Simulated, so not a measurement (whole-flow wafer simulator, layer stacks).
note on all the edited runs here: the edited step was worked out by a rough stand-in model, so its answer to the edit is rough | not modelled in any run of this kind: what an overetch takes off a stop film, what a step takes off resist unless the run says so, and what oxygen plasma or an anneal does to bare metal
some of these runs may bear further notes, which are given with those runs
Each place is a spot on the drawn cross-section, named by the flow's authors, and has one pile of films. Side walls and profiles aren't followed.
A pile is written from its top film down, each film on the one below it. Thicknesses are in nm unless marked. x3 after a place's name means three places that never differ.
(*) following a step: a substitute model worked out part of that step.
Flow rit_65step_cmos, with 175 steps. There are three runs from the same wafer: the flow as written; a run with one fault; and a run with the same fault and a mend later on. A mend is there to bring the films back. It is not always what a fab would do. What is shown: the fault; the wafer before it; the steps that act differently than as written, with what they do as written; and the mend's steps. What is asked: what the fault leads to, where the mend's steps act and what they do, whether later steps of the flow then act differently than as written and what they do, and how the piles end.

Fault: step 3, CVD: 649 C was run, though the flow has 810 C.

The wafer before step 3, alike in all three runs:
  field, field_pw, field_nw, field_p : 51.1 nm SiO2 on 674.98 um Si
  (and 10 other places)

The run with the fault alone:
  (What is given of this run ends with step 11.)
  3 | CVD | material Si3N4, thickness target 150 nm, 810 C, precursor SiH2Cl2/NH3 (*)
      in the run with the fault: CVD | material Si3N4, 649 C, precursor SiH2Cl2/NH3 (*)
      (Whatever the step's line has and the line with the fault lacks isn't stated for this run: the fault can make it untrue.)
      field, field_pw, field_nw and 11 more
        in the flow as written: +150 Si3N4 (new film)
        in the run with the fault: +6.46 Si3N4 (new film)
  None of the later steps of the flow up to step 11 acts differently than as written at any place that is followed.
  Once step 11 is done, the piles at field, field_pw, field_nw and 11 more depart from the flow's by more than 2% or 0.5 nm, whichever is larger.
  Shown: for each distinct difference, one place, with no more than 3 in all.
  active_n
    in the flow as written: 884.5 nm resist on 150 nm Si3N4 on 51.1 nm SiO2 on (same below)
    in the run with the fault: 884.5 nm resist on 6.46 nm Si3N4 on 51.1 nm SiO2 on (same below)
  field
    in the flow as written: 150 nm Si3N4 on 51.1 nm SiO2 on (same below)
    in the run with the fault: 6.46 nm Si3N4 on 51.1 nm SiO2 on (same below)

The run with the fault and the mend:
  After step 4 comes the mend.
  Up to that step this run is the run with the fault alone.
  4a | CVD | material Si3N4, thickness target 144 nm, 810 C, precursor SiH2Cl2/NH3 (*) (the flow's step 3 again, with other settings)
      field, field_pw, field_nw and 11 more
        +144 Si3N4
  None of the later steps of the flow differs from how it acts as written, at any place that is followed, by more than 2% or 0.5 nm, whichever is larger.
  At the end the piles are close to the flow's at the places that both follow, differing by at most 2% or 0.5 nm, whichever is larger.
